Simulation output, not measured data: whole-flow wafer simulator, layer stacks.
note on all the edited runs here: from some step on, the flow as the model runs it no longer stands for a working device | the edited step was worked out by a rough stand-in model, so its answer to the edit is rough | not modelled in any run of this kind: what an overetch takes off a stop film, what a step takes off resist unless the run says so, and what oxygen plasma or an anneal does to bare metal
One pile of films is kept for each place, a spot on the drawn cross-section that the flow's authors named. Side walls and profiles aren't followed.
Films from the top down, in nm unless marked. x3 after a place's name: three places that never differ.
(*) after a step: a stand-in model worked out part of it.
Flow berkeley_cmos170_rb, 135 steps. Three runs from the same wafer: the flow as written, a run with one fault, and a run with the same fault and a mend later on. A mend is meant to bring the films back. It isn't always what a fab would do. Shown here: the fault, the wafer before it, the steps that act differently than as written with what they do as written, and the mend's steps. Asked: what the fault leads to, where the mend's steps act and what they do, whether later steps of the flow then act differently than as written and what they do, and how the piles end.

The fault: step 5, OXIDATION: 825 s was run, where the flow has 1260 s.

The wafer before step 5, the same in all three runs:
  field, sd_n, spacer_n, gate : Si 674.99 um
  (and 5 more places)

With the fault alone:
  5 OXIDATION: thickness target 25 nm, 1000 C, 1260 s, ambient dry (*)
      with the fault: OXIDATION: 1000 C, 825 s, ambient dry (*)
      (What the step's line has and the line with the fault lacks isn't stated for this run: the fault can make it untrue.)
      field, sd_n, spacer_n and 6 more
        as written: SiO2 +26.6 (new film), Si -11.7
        with the fault: SiO2 +21.2 (new film), Si -9.33
  Later steps of the flow that act differently than as written:
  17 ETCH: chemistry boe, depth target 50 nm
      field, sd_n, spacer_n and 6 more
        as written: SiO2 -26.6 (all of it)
        with the fault: SiO2 -21.2 (all of it)
  At the end the piles differ from the flow's only slightly at the places that both follow, by at most 2% or 0.5 nm, whichever is larger.

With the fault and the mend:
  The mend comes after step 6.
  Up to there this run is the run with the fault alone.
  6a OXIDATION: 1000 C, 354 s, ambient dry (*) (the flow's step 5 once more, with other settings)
      field, sd_n, spacer_n and 6 more
        SiO2 +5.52, Si -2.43
  No later step of the flow acts differently than as written, at any place that is followed, by more than 2% or 0.5 nm, whichever is larger.
  At the end the piles differ from the flow's only slightly at the places that both follow, by at most 2% or 0.5 nm, whichever is larger.
